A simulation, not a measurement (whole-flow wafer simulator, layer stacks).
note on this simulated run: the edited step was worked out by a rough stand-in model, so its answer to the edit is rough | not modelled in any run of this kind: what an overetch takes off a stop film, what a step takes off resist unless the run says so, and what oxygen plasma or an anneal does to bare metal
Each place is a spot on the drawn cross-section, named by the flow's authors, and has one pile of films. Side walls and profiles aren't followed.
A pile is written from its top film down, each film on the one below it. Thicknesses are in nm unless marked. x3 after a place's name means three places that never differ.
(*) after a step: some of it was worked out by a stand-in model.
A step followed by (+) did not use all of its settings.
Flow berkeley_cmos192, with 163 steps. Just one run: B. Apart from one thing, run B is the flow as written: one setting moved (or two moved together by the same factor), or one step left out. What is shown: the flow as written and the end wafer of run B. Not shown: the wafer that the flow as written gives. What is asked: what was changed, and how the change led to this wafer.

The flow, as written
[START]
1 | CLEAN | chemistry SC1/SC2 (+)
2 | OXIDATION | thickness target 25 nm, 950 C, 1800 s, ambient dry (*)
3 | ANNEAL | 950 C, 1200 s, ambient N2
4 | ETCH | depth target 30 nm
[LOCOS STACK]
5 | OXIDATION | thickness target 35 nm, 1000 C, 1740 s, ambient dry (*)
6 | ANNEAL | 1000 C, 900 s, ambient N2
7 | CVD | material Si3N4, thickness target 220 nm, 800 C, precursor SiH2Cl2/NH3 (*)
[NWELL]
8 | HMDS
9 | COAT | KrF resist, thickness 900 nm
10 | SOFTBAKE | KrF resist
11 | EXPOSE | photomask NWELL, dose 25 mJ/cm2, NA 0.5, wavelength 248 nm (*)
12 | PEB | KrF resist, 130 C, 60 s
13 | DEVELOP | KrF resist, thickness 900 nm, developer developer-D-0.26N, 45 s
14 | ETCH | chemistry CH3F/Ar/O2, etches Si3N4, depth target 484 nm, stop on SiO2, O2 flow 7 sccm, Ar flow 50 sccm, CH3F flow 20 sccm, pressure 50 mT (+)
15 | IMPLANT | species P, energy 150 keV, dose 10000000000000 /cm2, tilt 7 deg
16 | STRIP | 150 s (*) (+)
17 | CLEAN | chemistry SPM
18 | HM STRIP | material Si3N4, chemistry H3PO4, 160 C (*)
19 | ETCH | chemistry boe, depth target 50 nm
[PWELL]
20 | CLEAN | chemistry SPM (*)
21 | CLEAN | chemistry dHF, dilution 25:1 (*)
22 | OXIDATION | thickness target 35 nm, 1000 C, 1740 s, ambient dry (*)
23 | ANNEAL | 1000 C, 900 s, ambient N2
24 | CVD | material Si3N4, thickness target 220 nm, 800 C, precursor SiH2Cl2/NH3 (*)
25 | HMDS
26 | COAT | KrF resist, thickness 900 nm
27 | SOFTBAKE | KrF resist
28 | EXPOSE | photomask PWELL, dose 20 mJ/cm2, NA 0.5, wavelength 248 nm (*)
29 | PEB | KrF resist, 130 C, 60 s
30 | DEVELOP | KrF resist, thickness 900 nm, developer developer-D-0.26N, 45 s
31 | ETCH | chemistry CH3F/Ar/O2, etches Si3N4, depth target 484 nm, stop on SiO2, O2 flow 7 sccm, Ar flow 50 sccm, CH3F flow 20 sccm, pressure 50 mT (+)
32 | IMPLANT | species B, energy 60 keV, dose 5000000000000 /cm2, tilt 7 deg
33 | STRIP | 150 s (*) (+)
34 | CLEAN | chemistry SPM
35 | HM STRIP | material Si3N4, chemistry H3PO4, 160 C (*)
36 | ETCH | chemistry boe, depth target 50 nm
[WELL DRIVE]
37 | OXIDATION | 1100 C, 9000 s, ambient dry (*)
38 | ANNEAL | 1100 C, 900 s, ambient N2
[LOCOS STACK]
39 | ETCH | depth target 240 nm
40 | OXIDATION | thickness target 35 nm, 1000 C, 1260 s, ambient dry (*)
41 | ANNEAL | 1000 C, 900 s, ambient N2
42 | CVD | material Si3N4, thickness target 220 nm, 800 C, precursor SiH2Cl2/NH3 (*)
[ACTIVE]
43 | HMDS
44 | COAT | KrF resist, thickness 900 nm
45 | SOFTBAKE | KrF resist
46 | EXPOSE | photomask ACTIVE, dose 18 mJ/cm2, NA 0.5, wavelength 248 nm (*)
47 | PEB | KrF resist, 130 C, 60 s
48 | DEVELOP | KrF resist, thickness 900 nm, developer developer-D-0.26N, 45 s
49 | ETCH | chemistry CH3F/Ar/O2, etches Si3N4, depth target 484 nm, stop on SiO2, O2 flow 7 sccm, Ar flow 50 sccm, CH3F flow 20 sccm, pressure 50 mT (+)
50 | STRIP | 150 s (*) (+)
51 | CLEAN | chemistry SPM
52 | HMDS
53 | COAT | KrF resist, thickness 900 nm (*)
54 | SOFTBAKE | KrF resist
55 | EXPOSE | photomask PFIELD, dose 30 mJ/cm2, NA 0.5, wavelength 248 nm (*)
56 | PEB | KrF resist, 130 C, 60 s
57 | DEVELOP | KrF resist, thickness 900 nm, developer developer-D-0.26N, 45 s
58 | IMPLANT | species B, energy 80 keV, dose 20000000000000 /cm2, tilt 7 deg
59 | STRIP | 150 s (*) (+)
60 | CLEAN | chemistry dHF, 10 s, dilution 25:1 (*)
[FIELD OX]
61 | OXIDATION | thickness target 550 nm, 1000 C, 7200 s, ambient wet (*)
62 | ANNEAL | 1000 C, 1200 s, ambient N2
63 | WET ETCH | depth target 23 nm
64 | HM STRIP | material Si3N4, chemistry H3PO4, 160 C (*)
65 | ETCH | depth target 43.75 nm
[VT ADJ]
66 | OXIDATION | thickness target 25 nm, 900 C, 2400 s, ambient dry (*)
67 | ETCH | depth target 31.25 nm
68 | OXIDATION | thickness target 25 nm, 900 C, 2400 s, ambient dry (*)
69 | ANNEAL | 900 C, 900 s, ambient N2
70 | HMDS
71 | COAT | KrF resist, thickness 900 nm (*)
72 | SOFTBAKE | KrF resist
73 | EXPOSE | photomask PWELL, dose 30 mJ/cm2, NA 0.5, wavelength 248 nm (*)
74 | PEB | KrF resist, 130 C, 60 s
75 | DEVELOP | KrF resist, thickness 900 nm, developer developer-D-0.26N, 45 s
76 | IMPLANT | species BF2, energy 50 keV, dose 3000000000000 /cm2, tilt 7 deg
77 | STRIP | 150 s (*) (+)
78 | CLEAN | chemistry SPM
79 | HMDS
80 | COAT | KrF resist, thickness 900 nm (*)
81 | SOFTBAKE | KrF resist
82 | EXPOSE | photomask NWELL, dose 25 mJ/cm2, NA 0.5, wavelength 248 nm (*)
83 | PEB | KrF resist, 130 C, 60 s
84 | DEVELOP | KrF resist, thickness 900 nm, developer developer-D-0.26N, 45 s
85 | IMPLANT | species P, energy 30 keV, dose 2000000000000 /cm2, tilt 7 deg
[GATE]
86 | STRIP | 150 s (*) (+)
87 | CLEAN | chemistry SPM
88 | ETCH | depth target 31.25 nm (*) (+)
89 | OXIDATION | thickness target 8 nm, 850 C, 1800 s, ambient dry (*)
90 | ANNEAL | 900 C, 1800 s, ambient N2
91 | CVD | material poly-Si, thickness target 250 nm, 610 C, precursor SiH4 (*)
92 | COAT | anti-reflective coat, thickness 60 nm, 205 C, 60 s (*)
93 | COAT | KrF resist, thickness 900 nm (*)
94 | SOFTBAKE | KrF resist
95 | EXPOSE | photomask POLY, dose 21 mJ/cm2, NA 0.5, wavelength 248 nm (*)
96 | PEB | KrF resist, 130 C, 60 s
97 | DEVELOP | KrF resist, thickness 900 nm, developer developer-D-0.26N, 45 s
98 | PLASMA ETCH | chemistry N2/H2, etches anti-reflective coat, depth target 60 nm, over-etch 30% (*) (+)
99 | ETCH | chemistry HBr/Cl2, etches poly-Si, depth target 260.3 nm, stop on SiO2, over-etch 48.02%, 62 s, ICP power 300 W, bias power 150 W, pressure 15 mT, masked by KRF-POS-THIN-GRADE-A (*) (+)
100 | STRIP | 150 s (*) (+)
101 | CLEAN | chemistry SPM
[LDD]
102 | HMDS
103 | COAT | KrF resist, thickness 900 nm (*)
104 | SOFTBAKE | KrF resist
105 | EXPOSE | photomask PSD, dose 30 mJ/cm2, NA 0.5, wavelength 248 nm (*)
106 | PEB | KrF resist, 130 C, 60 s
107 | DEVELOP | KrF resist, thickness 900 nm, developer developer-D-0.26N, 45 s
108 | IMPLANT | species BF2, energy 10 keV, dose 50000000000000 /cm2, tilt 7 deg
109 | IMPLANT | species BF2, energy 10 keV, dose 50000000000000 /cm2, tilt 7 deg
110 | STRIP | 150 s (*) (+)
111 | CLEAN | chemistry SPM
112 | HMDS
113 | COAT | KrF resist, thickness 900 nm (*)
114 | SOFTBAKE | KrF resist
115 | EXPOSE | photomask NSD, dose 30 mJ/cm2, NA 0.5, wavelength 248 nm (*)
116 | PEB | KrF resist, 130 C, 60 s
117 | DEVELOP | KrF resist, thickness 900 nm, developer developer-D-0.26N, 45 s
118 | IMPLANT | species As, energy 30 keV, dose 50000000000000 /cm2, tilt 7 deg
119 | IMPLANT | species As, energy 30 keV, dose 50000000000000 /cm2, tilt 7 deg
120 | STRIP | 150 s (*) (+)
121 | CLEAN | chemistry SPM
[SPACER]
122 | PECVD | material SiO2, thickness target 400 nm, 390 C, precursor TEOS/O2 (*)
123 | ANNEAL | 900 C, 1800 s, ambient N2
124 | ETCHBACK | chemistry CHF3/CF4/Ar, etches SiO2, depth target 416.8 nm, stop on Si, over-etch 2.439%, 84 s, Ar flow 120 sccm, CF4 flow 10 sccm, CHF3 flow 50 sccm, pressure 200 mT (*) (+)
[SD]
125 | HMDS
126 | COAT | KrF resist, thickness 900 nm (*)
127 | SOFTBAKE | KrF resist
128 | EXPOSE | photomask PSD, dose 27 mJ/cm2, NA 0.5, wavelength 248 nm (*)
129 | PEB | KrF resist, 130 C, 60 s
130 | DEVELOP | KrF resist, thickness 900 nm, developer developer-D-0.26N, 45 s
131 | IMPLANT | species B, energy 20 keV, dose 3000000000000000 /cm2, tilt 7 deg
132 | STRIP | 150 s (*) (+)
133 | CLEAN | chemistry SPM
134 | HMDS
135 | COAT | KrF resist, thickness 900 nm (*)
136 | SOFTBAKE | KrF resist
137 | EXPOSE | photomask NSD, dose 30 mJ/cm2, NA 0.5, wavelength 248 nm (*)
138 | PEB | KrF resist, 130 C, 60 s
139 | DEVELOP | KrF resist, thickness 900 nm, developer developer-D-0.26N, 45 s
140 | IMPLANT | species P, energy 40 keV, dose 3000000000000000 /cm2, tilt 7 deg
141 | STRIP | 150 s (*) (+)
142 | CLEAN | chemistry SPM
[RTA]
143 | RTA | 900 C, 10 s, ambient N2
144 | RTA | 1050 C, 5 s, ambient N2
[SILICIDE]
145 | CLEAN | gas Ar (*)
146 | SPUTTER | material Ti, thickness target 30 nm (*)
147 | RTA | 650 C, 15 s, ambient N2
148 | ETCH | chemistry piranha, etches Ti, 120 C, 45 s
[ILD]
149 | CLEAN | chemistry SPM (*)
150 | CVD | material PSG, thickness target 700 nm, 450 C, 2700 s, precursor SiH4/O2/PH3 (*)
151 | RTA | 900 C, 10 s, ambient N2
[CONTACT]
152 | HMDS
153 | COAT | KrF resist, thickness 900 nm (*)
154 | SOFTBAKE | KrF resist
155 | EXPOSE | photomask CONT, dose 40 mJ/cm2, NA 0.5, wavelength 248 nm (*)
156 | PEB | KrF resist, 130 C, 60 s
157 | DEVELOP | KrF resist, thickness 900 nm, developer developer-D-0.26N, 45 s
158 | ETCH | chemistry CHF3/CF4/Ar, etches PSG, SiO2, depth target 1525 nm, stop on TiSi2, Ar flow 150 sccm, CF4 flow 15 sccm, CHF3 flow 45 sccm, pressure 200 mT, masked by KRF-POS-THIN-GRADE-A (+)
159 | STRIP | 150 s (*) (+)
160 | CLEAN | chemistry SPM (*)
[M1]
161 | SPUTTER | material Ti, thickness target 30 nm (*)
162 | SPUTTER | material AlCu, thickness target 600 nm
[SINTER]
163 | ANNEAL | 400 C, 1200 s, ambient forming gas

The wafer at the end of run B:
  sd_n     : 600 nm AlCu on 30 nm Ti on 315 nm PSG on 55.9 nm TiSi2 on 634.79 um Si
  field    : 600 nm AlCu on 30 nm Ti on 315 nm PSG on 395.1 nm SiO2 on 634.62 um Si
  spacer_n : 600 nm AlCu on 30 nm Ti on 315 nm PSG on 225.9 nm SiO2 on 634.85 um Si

The reason: step 150, CVD: thickness target 315 nm was run, while the flow as written has thickness target 700 nm.
One can read it off the wafer: sd_n has PSG 315, and step 150 as written asks for 700 nm.

Step by step, how the change led to this:
  150 | CVD | material PSG, thickness target 700 nm, 450 C, 2700 s, precursor SiH4/O2/PH3 (*)
      field, sd_n, spacer_n, gate, spacer_p, gate_p, contact, m1: PSG gains 315 (new film) (as written it would have been: PSG gains 700 (new film))
      sd_p: PSG gains 302.2 (new film) (as written it would have been: PSG gains 665.5 (new film))
  153 | COAT | KrF resist, thickness 900 nm (*)
      sd_p: KrF resist gains 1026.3 (new film) (as written it would have been: KrF resist gains 1051.6 (new film))
  158 | ETCH | chemistry CHF3/CF4/Ar, etches PSG, SiO2, depth target 1525 nm, stop on TiSi2, Ar flow 150 sccm, CF4 flow 15 sccm, CHF3 flow 45 sccm, pressure 200 mT, masked by KRF-POS-THIN-GRADE-A (+)
      field, sd_n, spacer_n, gate, sd_p, spacer_p, gate_p, m1: KrF resist loses 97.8 (as written it would have been: KrF resist loses 194.1)
      contact: PSG loses 315 (all of it), TiSi2 loses 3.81 (as written it would have been: PSG loses 700 (all of it), TiSi2 loses 3.81)
  159 | STRIP | 150 s (*) (+)
      field: KrF resist loses 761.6 (all of it) (as written it would have been: KrF resist loses 671.6 (all of it))
      sd_n: KrF resist loses 885.5 (all of it) (as written it would have been: KrF resist loses 792.3 (all of it))
      (and at 6 other places as well)
  161 | SPUTTER | material Ti, thickness target 30 nm (*)
      contact: Ti gains 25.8 (new film) (as written it would have been: Ti gains 21.1 (new film))
  162 | SPUTTER | material AlCu, thickness target 600 nm
      contact: AlCu gains 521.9 (new film) (as written it would have been: AlCu gains 410.9 (new film))
